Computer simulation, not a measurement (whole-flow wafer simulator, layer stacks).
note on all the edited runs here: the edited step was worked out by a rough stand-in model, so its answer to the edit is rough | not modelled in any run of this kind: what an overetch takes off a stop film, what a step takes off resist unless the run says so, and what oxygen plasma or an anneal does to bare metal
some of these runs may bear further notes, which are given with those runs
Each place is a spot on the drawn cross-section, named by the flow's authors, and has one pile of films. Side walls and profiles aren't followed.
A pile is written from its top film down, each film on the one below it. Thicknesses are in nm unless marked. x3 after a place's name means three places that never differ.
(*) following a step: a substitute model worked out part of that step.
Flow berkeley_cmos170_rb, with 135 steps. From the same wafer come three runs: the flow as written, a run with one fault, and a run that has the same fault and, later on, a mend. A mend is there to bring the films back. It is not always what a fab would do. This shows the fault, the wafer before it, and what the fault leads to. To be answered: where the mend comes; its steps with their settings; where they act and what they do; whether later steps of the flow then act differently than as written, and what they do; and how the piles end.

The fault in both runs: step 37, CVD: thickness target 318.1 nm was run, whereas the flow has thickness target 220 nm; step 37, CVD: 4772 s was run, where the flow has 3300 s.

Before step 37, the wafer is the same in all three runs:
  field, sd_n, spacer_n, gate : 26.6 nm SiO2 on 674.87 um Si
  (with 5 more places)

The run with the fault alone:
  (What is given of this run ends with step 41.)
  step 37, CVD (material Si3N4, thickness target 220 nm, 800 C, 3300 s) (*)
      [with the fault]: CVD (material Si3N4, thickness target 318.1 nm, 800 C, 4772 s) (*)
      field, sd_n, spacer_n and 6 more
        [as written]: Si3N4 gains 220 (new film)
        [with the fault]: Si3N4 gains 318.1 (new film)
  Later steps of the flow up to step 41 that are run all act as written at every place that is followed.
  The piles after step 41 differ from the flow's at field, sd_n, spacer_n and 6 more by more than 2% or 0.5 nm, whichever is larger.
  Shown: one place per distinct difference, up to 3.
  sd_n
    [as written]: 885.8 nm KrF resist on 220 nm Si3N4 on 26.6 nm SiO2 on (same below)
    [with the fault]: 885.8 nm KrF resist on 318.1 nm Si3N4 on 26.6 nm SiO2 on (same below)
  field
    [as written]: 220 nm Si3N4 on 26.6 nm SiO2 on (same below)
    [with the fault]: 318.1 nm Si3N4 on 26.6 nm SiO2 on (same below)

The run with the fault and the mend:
  The mend stands after step 37.
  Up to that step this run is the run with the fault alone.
  step 37a, ETCH (chemistry h3po4, depth target 365.8 nm) (a further turn of the flow's step 30, with different settings)
      field, sd_n, spacer_n and 6 more
        Si3N4 loses 318.1 (all of it)
  step 37b, CLEAN (*)
      leaves every film unchanged at each place that is followed
  step 37c, CVD (material Si3N4, thickness target 220 nm, 800 C, 3300 s) (*) (a further turn of the flow's step 37)
      field, sd_n, spacer_n and 6 more
        Si3N4 gains 220 (new film)
  Later steps of the flow that are run all act as written at every place that is followed.
  The piles end the same as the flow's at every place that both follow.
